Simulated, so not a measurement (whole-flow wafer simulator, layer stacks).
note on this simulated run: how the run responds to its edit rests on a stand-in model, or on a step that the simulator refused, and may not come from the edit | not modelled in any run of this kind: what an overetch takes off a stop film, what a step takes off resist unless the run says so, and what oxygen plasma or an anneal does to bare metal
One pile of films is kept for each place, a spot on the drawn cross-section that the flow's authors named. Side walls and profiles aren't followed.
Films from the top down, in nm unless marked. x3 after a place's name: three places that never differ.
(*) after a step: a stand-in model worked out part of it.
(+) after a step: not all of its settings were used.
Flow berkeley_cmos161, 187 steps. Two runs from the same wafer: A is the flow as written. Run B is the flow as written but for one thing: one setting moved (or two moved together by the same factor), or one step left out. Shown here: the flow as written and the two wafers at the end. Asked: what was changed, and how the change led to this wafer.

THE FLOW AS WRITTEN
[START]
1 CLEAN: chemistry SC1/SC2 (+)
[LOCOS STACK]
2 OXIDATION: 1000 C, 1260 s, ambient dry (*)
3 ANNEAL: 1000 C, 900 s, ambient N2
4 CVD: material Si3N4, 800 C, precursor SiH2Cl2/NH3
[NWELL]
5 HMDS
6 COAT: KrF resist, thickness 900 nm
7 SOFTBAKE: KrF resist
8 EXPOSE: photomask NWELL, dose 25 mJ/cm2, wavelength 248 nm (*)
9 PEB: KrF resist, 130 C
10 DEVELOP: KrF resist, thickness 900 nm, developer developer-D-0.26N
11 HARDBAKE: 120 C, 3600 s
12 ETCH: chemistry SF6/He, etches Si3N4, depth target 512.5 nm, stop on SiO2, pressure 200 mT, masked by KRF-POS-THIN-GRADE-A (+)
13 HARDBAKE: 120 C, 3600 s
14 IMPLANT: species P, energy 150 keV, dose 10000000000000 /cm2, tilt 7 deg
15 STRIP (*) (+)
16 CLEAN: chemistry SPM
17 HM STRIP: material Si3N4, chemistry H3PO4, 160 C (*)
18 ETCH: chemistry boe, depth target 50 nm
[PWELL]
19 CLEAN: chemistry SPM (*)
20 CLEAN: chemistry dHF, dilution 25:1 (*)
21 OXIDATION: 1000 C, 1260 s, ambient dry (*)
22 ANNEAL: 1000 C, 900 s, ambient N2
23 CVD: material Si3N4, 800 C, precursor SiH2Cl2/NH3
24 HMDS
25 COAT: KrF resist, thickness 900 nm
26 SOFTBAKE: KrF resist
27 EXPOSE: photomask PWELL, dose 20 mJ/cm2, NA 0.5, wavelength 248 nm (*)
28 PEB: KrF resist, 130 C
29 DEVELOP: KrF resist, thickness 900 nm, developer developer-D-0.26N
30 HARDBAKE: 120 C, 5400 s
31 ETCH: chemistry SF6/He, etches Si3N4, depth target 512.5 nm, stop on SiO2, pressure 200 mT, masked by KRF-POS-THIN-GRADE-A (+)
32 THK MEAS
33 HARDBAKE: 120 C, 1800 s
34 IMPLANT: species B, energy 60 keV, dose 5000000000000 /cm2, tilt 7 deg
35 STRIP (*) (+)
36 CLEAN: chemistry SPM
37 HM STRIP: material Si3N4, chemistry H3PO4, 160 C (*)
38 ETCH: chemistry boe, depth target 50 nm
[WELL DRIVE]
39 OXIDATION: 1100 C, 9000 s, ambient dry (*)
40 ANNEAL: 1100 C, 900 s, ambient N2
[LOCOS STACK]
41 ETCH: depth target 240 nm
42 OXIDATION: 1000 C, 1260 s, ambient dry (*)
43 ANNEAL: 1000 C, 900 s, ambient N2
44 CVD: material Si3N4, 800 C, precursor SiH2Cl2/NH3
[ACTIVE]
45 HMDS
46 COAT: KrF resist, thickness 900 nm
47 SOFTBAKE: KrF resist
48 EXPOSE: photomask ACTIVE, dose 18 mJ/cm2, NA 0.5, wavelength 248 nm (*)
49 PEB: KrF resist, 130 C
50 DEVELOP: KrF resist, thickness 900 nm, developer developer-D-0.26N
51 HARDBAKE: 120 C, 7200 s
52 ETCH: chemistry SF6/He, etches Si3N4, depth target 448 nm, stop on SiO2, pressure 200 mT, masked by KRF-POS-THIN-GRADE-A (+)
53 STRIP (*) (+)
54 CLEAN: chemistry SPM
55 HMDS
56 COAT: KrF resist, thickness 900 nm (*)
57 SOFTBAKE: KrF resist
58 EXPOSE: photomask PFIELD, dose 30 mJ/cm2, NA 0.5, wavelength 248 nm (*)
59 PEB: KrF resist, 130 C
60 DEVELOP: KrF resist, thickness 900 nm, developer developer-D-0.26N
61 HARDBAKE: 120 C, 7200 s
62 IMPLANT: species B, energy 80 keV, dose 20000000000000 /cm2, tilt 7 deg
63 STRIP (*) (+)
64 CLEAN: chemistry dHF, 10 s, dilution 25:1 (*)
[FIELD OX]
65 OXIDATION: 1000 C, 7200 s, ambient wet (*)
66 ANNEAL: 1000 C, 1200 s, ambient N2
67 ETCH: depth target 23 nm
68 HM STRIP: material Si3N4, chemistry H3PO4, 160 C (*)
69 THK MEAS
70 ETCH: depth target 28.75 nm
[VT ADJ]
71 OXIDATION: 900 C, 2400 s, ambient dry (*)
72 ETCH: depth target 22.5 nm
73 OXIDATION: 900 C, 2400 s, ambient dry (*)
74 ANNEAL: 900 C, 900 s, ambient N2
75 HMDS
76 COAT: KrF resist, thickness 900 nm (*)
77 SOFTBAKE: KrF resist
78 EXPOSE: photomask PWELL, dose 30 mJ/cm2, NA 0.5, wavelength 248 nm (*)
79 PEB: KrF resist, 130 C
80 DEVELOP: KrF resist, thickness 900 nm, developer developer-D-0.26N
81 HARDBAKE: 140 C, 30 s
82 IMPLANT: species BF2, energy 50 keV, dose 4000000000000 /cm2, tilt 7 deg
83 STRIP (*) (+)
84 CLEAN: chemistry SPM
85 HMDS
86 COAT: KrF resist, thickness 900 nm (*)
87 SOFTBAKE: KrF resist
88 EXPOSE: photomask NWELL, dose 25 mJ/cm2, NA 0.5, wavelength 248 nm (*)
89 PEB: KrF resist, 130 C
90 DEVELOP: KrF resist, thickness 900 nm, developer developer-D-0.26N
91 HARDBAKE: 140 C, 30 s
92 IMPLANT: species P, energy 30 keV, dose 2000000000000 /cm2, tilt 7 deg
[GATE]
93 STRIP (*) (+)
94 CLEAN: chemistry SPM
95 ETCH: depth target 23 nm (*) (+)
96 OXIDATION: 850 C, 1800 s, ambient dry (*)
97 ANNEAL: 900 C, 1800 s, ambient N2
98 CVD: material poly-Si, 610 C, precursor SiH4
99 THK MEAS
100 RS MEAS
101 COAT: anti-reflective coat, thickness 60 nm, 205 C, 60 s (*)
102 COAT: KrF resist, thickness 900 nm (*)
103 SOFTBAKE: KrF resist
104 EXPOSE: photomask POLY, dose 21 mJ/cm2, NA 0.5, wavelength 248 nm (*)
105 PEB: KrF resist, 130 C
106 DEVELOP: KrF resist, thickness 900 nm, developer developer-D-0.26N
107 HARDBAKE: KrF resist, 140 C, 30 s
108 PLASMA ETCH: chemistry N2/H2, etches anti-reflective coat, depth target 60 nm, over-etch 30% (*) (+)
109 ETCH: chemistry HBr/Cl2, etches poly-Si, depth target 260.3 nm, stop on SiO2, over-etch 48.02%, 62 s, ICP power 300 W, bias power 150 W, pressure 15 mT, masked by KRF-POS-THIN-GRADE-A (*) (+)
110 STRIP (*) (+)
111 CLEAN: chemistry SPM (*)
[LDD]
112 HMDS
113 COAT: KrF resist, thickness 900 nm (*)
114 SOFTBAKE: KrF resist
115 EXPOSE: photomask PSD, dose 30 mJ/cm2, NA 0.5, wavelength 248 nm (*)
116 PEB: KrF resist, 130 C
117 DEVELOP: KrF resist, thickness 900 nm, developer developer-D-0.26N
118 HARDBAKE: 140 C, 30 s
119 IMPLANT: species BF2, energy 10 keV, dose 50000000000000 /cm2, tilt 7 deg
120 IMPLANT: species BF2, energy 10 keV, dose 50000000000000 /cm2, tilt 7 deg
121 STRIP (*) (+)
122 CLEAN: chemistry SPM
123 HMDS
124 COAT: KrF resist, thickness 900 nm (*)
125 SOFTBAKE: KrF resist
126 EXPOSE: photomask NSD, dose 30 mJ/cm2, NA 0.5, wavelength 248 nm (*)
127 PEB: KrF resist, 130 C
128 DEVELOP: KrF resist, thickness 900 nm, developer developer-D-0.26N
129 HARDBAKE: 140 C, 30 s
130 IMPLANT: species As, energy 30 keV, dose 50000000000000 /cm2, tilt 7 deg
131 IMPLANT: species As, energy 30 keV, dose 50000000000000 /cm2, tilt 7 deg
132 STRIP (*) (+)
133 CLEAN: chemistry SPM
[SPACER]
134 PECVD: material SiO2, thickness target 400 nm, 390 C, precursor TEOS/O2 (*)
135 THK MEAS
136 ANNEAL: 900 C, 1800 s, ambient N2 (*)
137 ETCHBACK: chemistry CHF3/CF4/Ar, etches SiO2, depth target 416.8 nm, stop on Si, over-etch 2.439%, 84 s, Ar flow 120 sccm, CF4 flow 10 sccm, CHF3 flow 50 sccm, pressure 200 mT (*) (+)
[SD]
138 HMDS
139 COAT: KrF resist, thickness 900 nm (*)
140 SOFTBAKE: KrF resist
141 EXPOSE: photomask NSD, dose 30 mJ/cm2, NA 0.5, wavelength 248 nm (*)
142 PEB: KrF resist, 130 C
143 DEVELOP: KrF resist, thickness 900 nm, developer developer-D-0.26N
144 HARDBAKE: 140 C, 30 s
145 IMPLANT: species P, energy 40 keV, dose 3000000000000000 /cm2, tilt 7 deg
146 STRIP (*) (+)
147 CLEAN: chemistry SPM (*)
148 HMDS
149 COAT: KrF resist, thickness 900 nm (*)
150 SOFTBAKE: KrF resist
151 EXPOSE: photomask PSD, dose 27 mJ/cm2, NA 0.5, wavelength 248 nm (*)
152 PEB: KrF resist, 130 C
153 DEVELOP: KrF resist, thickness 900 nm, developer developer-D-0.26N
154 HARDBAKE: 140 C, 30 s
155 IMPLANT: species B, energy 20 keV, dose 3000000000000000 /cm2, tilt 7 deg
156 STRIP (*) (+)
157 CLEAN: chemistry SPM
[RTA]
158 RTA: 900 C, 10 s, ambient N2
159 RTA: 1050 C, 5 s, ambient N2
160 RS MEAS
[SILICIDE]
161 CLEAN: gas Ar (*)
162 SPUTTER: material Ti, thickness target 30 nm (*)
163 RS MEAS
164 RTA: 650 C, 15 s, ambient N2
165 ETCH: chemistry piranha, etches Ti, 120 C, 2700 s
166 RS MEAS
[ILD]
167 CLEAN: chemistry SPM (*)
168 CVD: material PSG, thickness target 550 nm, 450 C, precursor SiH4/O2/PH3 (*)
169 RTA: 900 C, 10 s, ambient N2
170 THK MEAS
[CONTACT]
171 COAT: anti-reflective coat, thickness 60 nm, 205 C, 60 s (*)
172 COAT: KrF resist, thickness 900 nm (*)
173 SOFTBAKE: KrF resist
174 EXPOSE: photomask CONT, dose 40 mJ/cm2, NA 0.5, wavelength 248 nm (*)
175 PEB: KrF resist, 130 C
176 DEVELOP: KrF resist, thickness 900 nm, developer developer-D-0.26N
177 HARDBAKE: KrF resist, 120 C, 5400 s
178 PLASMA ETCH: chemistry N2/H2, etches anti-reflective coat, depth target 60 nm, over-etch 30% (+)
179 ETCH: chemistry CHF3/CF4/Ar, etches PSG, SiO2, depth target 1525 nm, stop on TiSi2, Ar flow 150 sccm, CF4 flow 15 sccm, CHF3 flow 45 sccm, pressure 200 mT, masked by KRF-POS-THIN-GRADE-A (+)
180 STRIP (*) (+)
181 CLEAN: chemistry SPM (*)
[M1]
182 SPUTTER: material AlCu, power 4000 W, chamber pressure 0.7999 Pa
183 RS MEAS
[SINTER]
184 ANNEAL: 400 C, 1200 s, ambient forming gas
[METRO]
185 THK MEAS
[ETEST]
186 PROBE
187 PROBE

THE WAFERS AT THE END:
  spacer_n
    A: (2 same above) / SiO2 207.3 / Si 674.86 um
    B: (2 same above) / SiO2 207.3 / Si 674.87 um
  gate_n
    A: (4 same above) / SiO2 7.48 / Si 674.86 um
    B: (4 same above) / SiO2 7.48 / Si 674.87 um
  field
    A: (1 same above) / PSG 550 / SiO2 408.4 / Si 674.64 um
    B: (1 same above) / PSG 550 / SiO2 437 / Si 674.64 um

The cause: step 70, ETCH: depth target 28.75 nm, was left out.

How the change led to this, step by step:
  71 OXIDATION: 900 C, 2400 s, ambient dry (*)
      spacer_n, gate_n, spacer_p, gate_p, contact, m1: A SiO2 +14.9 (new film), Si -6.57 | B SiO2 +9.48, Si -4.17
      sd_n, sd_p: A SiO2 +14.9 (new film), Si -6.57 | B SiO2 +9.45, Si -4.16
  72 ETCH: depth target 22.5 nm
      sd_n, spacer_n, gate_n, sd_p, spacer_p, gate_p, contact, m1: A SiO2 -14.9 (all of it) | B SiO2 -22.5
  73 OXIDATION: 900 C, 2400 s, ambient dry (*)
      spacer_n, gate_n, spacer_p, gate_p, contact, m1: A SiO2 +14.9 (new film), Si -6.57 | B SiO2 +9.4, Si -4.14
      sd_n, sd_p: A SiO2 +14.9 (new film), Si -6.57 | B SiO2 +9.38, Si -4.13
  95 ETCH: depth target 23 nm (*) (+)
      spacer_n, gate_n, spacer_p, gate_p, contact, m1: A SiO2 -14.9 (all of it) | B SiO2 -21.2 (all of it)
      sd_n, sd_p: A SiO2 -14.9 (all of it) | B SiO2 -21.4 (all of it)
  101 COAT: anti-reflective coat, thickness 60 nm, 205 C, 60 s (*)
      field: A anti-reflective coat +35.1 (new film) | B anti-reflective coat +32.3 (new film)
      spacer_n: A anti-reflective coat +28.7 (new film) | B anti-reflective coat +25.3 (new film)
      (and at 6 more places)
  108 PLASMA ETCH: chemistry N2/H2, etches anti-reflective coat, depth target 60 nm, over-etch 30% (*) (+)
      field: A anti-reflective coat -35.1 (all of it), poly-Si -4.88 | B anti-reflective coat -32.3 (all of it), poly-Si -5.03
      spacer_n: A anti-reflective coat -28.7 (all of it), poly-Si -5.05 | B anti-reflective coat -25.3 (all of it), poly-Si -5.21
      (and at 4 more places)
  110 STRIP (*) (+)
      gate_n: A chemical SiO2 +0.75 (new film), KrF resist -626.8 (all of it), anti-reflective coat -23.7 (all of it), poly-Si -0.33 | B chemical SiO2 +0.75 (new film), KrF resist -634.3 (all of it), anti-reflective coat -22.6 (all of it), poly-Si -0.33
      gate_p: A chemical SiO2 +0.75 (new film), KrF resist -598.2 (all of it), anti-reflective coat -27.9 (all of it), poly-Si -0.33 | B chemical SiO2 +0.75 (new film), KrF resist -605.7 (all of it), anti-reflective coat -26.1 (all of it), poly-Si -0.33
  171 COAT: anti-reflective coat, thickness 60 nm, 205 C, 60 s (*)
      sd_n: A anti-reflective coat +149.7 (new film) | B anti-reflective coat +169.8 (new film)
      gate_n: A anti-reflective coat +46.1 (new film) | B anti-reflective coat +47.7 (new film)
      (and at 3 more places)
  180 STRIP (*) (+)
      sd_n: A KrF resist -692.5 (all of it), anti-reflective coat -149.7 (all of it) | B KrF resist -688.1 (all of it), anti-reflective coat -169.8 (all of it)
      spacer_n: A KrF resist -635.2 (all of it), anti-reflective coat -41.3 (all of it) | B KrF resist -651.1 (all of it), anti-reflective coat -41.7 (all of it)
      (and at 4 more places)
  182 SPUTTER: material AlCu, power 4000 W, chamber pressure 0.7999 Pa
      sd_p: A AlCu +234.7 (new film) | B AlCu +228.7 (new film)
